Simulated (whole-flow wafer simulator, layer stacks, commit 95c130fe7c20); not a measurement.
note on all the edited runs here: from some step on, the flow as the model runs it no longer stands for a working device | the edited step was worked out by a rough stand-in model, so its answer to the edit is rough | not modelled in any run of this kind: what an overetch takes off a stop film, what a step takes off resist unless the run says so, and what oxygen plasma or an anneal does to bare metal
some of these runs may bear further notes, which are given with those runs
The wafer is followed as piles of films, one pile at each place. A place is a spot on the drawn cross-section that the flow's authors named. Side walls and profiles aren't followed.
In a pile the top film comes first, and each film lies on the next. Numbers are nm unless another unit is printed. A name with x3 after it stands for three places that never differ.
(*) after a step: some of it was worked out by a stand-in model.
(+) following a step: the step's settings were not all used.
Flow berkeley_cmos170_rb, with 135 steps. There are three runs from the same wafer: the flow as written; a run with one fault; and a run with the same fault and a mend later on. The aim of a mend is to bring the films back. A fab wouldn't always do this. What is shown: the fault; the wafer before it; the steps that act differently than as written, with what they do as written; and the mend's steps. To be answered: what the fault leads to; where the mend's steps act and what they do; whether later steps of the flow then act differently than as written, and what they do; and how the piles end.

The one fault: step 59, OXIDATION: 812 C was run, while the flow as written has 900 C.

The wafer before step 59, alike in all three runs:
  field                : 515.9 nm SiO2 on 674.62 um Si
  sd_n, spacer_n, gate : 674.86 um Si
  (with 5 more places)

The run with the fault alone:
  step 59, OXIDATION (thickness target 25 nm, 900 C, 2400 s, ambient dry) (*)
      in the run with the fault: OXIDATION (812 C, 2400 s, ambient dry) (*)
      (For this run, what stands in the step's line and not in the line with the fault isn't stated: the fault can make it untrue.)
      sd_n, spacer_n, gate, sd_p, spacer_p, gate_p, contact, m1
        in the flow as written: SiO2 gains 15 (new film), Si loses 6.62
        in the run with the fault: SiO2 gains 5.99 (new film), Si loses 2.63
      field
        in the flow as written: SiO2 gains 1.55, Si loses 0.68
        in the run with the fault: SiO2 gains 0.28, Si loses 0.12
  Later steps of the flow acting differently than as written (31 more steps, not shown, differ only slightly: by at most 2% or 0.5 nm, whichever is larger):
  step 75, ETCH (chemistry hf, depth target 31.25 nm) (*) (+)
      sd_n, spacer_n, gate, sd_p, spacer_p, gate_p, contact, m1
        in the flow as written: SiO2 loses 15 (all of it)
        in the run with the fault: SiO2 loses 5.99 (all of it)
  The piles end only slightly different from the flow's at the places that both follow, by no more than 2% or 0.5 nm, whichever is larger.

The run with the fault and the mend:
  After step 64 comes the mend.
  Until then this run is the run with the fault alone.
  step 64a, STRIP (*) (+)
      sd_p
        KrF resist loses 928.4 (all of it)
      spacer_p
        KrF resist loses 911.4 (all of it)
      gate_p
        KrF resist loses 910.5 (all of it)
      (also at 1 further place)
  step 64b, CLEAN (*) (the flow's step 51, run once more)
      does not change any film at any place that is followed
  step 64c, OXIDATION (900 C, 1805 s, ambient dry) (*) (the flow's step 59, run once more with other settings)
      sd_n, spacer_n, gate, sd_p, spacer_p, gate_p, contact, m1
        SiO2 gains 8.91, Si loses 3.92
      field
        SiO2 gains 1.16, Si loses 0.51
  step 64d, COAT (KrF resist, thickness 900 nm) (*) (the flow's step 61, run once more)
      field
        KrF resist gains 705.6 (new film)
      sd_n
        KrF resist gains 957.5 (new film)
      spacer_n
        KrF resist gains 924.9 (new film)
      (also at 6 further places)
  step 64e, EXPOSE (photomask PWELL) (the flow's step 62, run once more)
      does not change any film at any place that is followed
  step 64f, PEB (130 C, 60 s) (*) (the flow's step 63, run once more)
      does not change any film at any place that is followed
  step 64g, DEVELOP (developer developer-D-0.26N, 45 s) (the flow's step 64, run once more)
      sd_p, spacer_p, gate_p, m1
        KrF resist loses 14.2
      field
        KrF resist loses 705.6 (all of it)
      sd_n
        KrF resist loses 957.5 (all of it)
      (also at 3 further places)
  Every later step of the flow that is run acts as written, at every place that is followed, to within 2% or 0.5 nm, whichever is larger.
  The piles end only slightly different from the flow's at the places that both follow, by no more than 2% or 0.5 nm, whichever is larger.
